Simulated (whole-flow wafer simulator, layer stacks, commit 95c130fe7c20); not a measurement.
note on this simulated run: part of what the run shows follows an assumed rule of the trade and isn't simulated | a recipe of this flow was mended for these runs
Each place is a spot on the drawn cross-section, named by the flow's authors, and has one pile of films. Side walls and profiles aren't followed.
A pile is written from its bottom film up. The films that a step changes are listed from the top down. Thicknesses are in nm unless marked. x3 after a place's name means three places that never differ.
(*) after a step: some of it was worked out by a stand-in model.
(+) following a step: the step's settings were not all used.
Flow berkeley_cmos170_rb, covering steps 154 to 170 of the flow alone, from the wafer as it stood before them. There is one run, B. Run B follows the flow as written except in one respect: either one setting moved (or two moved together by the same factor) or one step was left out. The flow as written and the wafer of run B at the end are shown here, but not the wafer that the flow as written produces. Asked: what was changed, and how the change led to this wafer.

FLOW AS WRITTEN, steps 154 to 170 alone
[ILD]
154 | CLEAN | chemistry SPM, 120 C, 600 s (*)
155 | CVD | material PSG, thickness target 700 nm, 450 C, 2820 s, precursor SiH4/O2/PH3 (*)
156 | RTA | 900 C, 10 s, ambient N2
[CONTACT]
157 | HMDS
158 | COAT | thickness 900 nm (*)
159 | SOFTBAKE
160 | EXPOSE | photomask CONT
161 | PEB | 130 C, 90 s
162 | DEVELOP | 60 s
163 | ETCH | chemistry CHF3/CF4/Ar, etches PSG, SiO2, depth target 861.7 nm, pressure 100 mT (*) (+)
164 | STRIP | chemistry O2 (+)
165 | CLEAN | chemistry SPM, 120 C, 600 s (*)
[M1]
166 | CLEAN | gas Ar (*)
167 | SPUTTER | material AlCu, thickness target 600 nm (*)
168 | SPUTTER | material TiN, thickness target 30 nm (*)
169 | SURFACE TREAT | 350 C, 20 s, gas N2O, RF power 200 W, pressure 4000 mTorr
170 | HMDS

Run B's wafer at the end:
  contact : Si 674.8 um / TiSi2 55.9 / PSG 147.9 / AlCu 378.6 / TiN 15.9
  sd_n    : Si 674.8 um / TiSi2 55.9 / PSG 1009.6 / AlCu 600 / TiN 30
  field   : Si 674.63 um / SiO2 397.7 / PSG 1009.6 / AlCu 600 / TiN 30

Cause: step 155, CVD: thickness target 1015 nm was run, while the flow as written has thickness target 700 nm; step 155, CVD: 4089 s was run, where the flow has 2820 s.

The path from the change to this, step by step:
  155 | CVD | material PSG, thickness target 700 nm, 450 C, 2820 s, precursor SiH4/O2/PH3 (*)
      field, sd_n, spacer_n, gate, spacer_p, gate_p, contact, m1: +1015 PSG (new film) (as written it would have been: +700 PSG (new film))
      sd_p: +1015 PSG (new film) (as written it would have been: +664.1 PSG (new film))
  158 | COAT | thickness 900 nm (*)
      sd_p: +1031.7 KrF-resist (new film) (as written it would have been: +1055.8 KrF-resist (new film))
  163 | ETCH | chemistry CHF3/CF4/Ar, etches PSG, SiO2, depth target 861.7 nm, pressure 100 mT (*) (+)
      contact: -861.7 PSG (as written it would have been: -700 PSG (all of it), -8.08 TiSi2)
  164 | STRIP | chemistry O2 (+)
      sd_p: -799 KrF-resist (all of it) (as written it would have been: -823 KrF-resist (all of it))
  166 | CLEAN | gas Ar (*)
      contact: -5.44 PSG (as written it would have been: -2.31 TiSi2)
  167 | SPUTTER | material AlCu, thickness target 600 nm (*)
      sd_p: +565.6 AlCu (new film) (as written it would have been: +549.6 AlCu (new film))
      contact: +378.6 AlCu (new film) (as written it would have been: +415.5 AlCu (new film))
  168 | SPUTTER | material TiN, thickness target 30 nm (*)
      sd_p: +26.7 TiN (new film) (as written it would have been: +25.8 TiN (new film))
